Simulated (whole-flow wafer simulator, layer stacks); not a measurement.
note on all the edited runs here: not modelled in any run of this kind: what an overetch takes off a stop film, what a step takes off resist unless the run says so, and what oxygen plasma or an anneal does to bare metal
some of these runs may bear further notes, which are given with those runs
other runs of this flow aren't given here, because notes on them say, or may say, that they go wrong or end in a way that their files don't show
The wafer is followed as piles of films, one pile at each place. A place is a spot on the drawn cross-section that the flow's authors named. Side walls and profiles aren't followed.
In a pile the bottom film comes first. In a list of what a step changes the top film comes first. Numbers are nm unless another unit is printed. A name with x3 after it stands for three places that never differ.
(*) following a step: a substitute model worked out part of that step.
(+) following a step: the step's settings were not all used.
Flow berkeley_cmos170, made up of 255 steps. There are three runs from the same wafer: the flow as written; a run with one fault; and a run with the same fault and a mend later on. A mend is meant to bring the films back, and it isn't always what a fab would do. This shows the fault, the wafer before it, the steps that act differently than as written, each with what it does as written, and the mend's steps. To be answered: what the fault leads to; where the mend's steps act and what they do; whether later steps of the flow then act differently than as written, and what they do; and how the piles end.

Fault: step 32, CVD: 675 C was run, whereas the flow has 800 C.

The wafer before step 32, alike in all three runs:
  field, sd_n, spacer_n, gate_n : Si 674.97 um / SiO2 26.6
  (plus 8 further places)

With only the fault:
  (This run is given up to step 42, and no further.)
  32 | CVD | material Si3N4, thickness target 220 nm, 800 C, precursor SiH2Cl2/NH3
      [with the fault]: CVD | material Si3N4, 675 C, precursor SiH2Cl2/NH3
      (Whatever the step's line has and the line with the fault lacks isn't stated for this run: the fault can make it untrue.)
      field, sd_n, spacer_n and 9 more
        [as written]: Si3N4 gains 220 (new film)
        [with the fault]: Si3N4 gains 25.5 (new film)
  Later steps of the flow acting differently than as written:
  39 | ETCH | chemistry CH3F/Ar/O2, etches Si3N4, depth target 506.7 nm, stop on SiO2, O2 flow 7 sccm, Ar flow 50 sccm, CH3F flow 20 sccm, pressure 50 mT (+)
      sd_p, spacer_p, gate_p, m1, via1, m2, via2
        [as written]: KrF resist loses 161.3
        [with the fault]: KrF resist loses 31.7
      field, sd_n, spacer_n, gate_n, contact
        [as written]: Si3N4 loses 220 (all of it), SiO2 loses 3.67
        [with the fault]: Si3N4 loses 25.5 (all of it), SiO2 loses 3.67
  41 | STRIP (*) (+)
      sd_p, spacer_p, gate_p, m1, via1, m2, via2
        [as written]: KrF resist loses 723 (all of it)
        [with the fault]: KrF resist loses 852.7 (all of it)
  Once step 42 is done, the piles at sd_p, spacer_p, gate_p, m1, via1, m2, via2 depart from the flow's by more than 2% or 0.5 nm, whichever is larger.
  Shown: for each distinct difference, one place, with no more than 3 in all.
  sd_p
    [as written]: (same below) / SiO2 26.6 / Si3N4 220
    [with the fault]: (same below) / SiO2 26.6 / Si3N4 25.5

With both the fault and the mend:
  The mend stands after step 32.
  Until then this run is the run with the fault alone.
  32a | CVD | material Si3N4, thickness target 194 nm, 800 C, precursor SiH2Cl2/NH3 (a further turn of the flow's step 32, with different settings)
      field, sd_n, spacer_n and 9 more
        Si3N4 gains 194
  None of the later steps of the flow differs from how it acts as written, at any place that is followed, by more than 2% or 0.5 nm, whichever is larger.
  The piles end the same as the flow's at every place that both follow.
